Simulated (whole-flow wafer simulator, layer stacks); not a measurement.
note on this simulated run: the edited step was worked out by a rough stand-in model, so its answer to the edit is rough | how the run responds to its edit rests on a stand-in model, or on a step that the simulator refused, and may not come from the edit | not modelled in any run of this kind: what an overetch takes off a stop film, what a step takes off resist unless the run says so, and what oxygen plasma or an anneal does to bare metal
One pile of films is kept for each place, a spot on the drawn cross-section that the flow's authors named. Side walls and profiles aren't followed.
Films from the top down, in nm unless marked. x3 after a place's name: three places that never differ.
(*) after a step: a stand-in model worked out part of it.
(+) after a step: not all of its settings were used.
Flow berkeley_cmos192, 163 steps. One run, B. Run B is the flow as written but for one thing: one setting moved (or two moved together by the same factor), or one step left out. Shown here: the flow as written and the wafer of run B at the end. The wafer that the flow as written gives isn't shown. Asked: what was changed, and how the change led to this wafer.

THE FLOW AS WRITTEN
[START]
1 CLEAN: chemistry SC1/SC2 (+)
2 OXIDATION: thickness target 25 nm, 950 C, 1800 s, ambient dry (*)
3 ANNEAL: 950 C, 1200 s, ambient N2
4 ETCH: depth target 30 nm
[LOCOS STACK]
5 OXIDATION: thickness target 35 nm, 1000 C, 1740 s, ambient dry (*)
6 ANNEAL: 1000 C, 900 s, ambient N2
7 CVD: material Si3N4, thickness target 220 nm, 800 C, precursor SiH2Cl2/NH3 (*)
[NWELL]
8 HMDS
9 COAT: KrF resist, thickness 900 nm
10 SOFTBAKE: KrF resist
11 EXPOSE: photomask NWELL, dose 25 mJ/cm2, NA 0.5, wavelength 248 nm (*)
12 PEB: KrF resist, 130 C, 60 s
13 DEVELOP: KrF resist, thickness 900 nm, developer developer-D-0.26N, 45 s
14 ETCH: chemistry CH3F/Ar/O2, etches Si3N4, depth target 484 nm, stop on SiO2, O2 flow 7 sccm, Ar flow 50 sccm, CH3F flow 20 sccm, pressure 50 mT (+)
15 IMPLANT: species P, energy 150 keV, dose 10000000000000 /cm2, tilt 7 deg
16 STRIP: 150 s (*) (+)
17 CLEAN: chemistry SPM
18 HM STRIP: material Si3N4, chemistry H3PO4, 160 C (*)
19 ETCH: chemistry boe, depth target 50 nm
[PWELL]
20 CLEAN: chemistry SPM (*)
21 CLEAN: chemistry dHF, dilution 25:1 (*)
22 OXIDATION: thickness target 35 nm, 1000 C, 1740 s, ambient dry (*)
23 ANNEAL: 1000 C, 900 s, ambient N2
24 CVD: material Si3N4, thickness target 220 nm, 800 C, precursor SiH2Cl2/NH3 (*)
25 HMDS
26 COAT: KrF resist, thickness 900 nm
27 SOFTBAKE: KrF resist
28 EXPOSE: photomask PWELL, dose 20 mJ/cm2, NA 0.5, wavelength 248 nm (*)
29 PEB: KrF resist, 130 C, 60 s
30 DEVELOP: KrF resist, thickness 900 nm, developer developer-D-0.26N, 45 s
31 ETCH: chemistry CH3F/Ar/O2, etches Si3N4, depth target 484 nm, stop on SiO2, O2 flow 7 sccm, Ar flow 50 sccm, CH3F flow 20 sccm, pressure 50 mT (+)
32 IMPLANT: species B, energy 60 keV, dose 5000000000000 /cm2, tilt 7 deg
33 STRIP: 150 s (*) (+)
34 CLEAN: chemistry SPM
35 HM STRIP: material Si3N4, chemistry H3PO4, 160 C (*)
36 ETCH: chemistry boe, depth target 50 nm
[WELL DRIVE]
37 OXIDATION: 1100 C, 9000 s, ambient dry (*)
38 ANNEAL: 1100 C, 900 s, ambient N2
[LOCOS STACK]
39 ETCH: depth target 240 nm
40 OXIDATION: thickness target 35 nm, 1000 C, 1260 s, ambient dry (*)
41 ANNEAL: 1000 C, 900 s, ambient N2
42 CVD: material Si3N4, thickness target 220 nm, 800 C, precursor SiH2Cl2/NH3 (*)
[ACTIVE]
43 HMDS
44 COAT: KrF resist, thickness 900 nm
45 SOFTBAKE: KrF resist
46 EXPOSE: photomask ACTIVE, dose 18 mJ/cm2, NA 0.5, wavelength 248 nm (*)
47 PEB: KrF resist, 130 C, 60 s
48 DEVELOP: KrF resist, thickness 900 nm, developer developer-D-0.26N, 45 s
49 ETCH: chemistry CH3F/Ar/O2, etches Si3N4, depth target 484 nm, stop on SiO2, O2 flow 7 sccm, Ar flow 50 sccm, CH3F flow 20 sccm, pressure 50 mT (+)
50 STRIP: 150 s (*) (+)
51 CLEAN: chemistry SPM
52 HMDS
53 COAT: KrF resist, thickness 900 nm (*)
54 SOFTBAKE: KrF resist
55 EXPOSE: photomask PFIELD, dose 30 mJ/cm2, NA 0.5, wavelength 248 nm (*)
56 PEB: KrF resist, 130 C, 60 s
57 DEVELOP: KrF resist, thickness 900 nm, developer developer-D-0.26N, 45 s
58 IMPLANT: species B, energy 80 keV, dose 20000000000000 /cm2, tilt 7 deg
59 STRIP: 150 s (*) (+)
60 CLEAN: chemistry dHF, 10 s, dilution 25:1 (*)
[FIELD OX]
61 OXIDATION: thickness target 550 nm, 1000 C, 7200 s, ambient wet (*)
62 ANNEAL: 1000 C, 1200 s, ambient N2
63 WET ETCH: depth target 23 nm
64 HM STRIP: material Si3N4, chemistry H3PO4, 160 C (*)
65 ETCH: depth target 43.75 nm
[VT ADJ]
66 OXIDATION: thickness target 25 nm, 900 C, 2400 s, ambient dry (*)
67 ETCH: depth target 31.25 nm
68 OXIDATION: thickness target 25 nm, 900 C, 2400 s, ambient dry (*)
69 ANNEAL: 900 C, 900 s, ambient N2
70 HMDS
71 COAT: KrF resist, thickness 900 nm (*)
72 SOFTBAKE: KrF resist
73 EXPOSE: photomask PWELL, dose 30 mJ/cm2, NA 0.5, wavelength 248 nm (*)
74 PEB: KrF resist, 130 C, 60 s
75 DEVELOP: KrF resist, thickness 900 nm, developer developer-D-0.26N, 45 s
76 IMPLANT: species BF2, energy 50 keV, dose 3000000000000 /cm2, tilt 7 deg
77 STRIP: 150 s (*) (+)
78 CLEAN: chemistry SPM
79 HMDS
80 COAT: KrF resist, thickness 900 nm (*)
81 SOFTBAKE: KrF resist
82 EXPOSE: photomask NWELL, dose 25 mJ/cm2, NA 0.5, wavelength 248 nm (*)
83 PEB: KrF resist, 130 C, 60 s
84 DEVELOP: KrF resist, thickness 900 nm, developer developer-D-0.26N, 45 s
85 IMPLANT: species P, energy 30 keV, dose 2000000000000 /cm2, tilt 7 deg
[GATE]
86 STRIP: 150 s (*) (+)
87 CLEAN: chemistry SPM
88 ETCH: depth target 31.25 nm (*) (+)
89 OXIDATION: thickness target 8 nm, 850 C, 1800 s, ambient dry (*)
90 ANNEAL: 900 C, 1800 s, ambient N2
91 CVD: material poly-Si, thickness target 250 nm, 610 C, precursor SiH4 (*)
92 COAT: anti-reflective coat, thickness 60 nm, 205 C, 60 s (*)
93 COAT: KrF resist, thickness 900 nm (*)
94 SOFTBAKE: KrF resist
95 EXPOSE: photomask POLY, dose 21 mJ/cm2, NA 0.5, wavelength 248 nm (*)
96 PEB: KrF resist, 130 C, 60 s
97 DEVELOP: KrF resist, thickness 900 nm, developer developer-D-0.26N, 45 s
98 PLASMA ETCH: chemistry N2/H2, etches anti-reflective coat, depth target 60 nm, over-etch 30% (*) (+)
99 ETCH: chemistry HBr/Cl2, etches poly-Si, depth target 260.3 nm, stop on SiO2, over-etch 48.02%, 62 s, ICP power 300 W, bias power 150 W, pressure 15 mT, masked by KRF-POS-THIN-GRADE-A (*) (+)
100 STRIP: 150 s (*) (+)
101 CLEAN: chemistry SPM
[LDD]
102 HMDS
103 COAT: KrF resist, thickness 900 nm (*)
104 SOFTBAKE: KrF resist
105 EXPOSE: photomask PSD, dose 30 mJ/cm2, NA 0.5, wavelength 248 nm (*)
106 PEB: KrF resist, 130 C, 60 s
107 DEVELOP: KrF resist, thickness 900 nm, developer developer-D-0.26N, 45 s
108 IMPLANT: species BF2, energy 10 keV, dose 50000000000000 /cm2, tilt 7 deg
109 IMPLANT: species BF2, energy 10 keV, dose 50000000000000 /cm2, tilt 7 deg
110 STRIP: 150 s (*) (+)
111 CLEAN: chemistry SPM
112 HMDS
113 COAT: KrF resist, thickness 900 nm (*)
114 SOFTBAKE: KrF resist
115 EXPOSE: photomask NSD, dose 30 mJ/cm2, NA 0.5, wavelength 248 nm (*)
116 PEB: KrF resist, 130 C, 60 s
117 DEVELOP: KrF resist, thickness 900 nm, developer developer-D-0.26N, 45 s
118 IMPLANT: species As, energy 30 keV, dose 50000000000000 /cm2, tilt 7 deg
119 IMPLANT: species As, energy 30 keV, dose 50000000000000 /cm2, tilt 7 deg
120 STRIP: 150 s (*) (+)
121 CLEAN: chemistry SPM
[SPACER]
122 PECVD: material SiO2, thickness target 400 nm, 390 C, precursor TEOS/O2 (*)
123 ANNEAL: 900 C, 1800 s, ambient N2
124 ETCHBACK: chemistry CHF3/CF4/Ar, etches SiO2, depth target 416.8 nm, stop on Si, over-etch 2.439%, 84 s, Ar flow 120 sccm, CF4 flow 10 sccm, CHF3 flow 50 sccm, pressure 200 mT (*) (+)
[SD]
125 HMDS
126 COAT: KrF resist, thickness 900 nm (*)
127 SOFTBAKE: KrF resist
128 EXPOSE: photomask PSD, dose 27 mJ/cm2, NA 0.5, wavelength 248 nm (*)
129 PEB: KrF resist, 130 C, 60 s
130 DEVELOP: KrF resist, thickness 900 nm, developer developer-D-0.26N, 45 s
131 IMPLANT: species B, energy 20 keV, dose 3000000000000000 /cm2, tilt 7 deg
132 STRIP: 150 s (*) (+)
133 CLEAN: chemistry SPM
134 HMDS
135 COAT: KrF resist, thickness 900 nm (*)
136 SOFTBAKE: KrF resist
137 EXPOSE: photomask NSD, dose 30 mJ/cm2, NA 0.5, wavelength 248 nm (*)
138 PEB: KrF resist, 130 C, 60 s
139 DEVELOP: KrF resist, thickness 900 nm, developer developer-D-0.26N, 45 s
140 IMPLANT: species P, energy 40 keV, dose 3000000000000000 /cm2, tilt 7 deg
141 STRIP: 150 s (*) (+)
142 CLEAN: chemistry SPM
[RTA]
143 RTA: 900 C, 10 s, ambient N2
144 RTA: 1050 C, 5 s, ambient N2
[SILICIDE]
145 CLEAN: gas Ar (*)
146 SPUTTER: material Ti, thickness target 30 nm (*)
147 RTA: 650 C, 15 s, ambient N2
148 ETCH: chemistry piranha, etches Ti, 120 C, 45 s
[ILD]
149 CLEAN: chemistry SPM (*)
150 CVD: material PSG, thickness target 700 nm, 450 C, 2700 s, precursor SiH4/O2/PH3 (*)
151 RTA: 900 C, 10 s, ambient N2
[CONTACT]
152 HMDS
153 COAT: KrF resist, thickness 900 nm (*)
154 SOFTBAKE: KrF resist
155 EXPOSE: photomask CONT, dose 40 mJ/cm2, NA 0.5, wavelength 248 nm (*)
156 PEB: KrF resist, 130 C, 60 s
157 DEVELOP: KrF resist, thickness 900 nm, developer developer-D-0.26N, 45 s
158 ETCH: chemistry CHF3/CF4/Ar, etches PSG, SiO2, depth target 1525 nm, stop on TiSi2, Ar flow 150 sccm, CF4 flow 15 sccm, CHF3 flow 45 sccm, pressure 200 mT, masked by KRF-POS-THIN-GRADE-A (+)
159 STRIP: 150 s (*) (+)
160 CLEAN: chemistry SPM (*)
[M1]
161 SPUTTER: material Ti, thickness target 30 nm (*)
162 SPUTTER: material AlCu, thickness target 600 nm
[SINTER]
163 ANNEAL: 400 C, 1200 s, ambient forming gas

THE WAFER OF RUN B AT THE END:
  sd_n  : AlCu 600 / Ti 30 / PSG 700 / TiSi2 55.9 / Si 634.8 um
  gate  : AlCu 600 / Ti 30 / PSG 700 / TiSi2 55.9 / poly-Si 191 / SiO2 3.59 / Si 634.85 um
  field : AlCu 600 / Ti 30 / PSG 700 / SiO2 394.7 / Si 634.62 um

The cause: step 89, OXIDATION: 773 C was run, where the flow has 850 C.

How the change led to this, step by step:
  89 OXIDATION: thickness target 8 nm, 850 C, 1800 s, ambient dry (*)
      sd_n, spacer_n, gate, sd_p, spacer_p, gate_p, contact, m1: SiO2 +3.59 (new film), Si -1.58 (as written it would be: SiO2 +7.48 (new film), Si -3.29)
